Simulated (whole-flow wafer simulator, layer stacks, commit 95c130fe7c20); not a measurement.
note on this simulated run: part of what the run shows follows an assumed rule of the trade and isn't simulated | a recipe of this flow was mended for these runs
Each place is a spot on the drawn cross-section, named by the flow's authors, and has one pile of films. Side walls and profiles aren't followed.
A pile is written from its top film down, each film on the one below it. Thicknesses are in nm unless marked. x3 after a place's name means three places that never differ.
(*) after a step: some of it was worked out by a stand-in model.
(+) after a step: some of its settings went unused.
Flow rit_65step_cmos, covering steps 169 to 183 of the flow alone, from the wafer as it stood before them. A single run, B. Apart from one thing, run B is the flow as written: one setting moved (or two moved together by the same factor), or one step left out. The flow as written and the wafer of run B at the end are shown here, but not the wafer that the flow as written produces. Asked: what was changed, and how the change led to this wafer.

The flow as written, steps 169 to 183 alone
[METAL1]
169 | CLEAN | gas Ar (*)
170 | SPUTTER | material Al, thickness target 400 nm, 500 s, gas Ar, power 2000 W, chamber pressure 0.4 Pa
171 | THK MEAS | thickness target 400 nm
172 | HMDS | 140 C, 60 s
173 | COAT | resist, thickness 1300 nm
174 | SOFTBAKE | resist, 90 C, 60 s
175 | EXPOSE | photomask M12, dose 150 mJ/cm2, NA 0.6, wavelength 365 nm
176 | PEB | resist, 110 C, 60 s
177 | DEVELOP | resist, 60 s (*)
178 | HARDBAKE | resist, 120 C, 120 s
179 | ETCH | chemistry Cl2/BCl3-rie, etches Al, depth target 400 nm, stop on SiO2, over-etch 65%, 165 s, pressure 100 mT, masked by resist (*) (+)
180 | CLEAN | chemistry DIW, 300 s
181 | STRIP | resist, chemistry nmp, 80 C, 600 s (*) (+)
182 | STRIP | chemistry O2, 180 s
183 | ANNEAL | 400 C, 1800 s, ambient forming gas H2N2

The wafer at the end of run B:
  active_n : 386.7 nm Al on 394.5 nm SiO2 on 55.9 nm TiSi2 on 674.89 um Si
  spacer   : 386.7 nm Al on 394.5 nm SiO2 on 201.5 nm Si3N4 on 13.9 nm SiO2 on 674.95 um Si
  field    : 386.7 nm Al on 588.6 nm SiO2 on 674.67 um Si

The reason: step 179, ETCH: chemistry Cl2/BCl3-rie, etches Al, depth target 400 nm, stop on SiO2, over-etch 65%, 165 s, pressure 100 mT, masked by resist (*) (+), was skipped.

The path from the change to this, step by step:
  181 | STRIP | resist, chemistry nmp, 80 C, 600 s (*) (+)
      contact: -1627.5 resist (all of it) (in the flow as written it would be: -1297.5 resist (all of it))
      m1: -1148.2 resist (all of it) (in the flow as written it would be: -818.2 resist (all of it))
With metal films that touch counted as one body, active_n has 1 body; the flow as written gives 0 bodies.
With metal films that touch counted as one body, spacer has 1 body; the flow as written gives 0 bodies.
With metal films that touch counted as one body, field has 1 body; the flow as written gives 0 bodies.
